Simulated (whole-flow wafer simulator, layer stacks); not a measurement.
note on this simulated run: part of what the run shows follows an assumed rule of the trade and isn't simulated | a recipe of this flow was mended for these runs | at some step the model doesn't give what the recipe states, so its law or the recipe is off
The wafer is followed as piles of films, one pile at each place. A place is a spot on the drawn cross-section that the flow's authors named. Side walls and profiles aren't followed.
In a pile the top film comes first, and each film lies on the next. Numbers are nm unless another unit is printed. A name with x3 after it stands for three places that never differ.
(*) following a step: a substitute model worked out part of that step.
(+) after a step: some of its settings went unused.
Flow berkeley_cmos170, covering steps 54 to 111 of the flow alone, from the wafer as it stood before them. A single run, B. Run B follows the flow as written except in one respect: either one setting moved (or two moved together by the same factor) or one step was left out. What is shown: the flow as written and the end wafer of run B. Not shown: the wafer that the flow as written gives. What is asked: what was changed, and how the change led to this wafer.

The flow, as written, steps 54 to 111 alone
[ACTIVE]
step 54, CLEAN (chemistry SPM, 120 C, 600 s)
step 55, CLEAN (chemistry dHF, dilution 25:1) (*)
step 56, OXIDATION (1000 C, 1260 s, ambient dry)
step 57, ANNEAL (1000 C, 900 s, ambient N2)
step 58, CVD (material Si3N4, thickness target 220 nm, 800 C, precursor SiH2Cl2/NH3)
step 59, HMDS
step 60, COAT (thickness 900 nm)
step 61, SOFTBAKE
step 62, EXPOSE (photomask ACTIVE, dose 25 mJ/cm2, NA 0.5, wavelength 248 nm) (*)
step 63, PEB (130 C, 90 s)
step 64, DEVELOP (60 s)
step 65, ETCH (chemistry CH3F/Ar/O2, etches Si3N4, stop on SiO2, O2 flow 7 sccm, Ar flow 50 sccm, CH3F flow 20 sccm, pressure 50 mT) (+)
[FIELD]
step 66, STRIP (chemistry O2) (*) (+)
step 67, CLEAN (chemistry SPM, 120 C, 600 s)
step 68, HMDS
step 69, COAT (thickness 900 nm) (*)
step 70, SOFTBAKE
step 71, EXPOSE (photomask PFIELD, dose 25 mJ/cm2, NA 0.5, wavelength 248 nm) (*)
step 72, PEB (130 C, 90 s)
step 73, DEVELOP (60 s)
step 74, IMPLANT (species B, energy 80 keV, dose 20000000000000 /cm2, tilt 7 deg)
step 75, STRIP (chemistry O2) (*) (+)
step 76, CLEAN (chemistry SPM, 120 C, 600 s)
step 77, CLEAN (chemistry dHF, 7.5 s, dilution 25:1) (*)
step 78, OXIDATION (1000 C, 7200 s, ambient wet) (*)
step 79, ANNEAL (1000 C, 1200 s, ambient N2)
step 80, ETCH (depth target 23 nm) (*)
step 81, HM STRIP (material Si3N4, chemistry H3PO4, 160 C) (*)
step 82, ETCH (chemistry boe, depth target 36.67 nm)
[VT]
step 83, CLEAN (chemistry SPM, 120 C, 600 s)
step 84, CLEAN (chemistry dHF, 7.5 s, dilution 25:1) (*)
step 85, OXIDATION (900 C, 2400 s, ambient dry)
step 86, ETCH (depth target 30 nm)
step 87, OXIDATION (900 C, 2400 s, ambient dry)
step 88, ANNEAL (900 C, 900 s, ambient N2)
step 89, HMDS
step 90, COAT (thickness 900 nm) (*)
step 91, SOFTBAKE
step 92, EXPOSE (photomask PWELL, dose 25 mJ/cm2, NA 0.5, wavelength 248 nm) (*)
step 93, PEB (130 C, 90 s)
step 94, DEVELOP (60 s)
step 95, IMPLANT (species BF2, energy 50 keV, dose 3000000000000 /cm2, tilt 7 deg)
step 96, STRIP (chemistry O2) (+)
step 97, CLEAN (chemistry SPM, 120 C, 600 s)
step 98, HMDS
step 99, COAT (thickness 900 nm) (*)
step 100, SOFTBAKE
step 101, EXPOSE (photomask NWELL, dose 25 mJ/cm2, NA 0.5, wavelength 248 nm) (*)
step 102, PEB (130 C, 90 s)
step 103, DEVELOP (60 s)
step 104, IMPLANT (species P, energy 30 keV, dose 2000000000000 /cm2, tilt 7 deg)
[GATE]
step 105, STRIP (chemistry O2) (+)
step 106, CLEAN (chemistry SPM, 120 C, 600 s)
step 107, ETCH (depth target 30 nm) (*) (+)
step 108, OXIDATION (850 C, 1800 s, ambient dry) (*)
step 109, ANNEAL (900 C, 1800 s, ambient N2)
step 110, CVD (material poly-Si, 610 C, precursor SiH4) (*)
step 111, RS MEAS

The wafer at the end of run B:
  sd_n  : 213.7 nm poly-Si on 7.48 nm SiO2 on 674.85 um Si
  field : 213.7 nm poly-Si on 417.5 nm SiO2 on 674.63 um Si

The reason: step 58, CVD: thickness target 352 nm was run, while the flow as written has thickness target 220 nm.

Step by step, how the change led to this:
  step 58, CVD (material Si3N4, thickness target 220 nm, 800 C, precursor SiH2Cl2/NH3)
      field, mark, sd_n and 10 more: +352 Si3N4 (new film) (in the flow as written it would be: +220 Si3N4 (new film))
  step 65, ETCH (chemistry CH3F/Ar/O2, etches Si3N4, stop on SiO2, O2 flow 7 sccm, Ar flow 50 sccm, CH3F flow 20 sccm, pressure 50 mT) (+)
      mark, sd_n, spacer_n and 9 more: -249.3 KrF-resist (in the flow as written it would be: -161.3 KrF-resist)
      field: -352 Si3N4 (all of it), -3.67 SiO2 (in the flow as written it would be: -220 Si3N4 (all of it), -3.67 SiO2)
  step 66, STRIP (chemistry O2) (*) (+)
      mark, sd_n, spacer_n and 9 more: -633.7 KrF-resist (all of it) (in the flow as written it would be: -721.7 KrF-resist (all of it))
  step 69, COAT (thickness 900 nm) (*)
      field: +993.3 KrF-resist (new film) (in the flow as written it would be: +957.2 KrF-resist (new film))
      sd_n: +721.2 KrF-resist (new film) (in the flow as written it would be: +784.1 KrF-resist (new film))
      (also at 10 further places)
  step 73, DEVELOP (60 s)
      field: -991 KrF-resist (all of it) (in the flow as written it would be: -955 KrF-resist (all of it))
  step 75, STRIP (chemistry O2) (*) (+)
      sd_n: -704.7 KrF-resist (all of it) (in the flow as written it would be: -767.4 KrF-resist (all of it))
      spacer_n: -759.8 KrF-resist (all of it) (in the flow as written it would be: -803.4 KrF-resist (all of it))
      (also at 9 further places)
  step 78, OXIDATION (1000 C, 7200 s, ambient wet) (*)
      sd_n, sd_p: +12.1 SiO2 (new film), -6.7 Si3N4 (in the flow as written it would be: +12.1 SiO2 (new film), -6.7 Si3N4, +0.07 SiO2, -0.07 Si)
  step 81, HM STRIP (material Si3N4, chemistry H3PO4, 160 C) (*)
      mark, sd_n, spacer_n and 9 more: -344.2 Si3N4 (all of it), -18 SiO2 (in the flow as written it would be: -212.2 Si3N4 (all of it), -11.1 SiO2)
      field: -28.7 SiO2 (in the flow as written it would be: -17.7 SiO2)
  step 82, ETCH (chemistry boe, depth target 36.67 nm)
      mark, sd_n, spacer_n and 9 more: -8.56 SiO2 (all of it) (in the flow as written it would be: -15.5 SiO2 (all of it))
